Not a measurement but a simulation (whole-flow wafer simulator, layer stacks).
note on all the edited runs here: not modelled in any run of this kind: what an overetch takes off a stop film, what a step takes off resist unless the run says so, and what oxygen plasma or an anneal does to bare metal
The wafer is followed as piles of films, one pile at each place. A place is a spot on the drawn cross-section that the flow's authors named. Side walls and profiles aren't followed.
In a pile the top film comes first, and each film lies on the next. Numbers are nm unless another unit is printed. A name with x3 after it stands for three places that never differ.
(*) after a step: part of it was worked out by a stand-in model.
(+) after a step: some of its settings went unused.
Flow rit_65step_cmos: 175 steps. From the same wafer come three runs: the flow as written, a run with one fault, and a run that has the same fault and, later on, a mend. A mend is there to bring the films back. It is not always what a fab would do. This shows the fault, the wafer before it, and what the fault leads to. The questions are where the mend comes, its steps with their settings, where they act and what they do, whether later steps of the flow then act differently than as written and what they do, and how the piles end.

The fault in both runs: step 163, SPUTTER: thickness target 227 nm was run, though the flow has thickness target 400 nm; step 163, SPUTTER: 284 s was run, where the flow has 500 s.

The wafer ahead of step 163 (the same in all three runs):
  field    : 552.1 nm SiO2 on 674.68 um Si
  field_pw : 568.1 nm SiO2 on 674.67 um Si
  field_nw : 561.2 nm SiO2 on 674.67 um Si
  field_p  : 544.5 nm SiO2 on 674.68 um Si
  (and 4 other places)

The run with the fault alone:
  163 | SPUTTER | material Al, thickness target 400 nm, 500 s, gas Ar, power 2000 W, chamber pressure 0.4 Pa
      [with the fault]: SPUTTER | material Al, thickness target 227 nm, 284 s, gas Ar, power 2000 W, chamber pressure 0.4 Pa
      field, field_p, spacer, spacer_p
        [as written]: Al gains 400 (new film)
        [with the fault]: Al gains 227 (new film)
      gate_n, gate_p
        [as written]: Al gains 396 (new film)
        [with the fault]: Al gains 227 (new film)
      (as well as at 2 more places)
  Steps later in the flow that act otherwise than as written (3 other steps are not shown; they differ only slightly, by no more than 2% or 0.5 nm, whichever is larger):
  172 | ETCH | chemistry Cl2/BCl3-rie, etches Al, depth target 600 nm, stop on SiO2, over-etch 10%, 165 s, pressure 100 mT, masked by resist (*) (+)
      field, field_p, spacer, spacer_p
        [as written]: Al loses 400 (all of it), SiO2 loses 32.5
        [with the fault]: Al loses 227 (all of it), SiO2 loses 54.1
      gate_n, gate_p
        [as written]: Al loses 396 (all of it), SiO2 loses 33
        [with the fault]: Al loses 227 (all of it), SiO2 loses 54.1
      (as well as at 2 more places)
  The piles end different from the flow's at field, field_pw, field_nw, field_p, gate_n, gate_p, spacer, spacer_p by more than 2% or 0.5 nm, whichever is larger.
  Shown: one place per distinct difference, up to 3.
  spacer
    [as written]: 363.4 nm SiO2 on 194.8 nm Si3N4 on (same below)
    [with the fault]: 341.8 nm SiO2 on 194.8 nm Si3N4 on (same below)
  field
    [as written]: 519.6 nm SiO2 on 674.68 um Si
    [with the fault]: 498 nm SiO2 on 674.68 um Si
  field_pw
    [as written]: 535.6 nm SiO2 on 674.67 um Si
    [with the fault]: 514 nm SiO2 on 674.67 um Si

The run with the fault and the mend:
  After step 164 comes the mend.
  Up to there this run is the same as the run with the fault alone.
  164a | ETCH | chemistry al pan, depth target 261.8 nm
      field, field_p, gate_n, gate_p, spacer, spacer_p
        Al loses 227 (all of it)
      field_pw
        Al loses 226.9 (all of it)
      field_nw
        Al loses 226.8 (all of it)
  164b | SPUTTER | material Al, thickness target 400 nm, 500 s, gas Ar, power 2000 W, chamber pressure 0.4 Pa (a further turn of the flow's step 163)
      field, field_pw, field_p, spacer, spacer_p
        Al gains 400 (new film)
      gate_n, gate_p
        Al gains 396 (new film)
      field_nw
        Al gains 397.2 (new film)
  Later steps of the flow that are run all act as written at every place that is followed.
  The piles end the same as the flow's at every place that both follow.
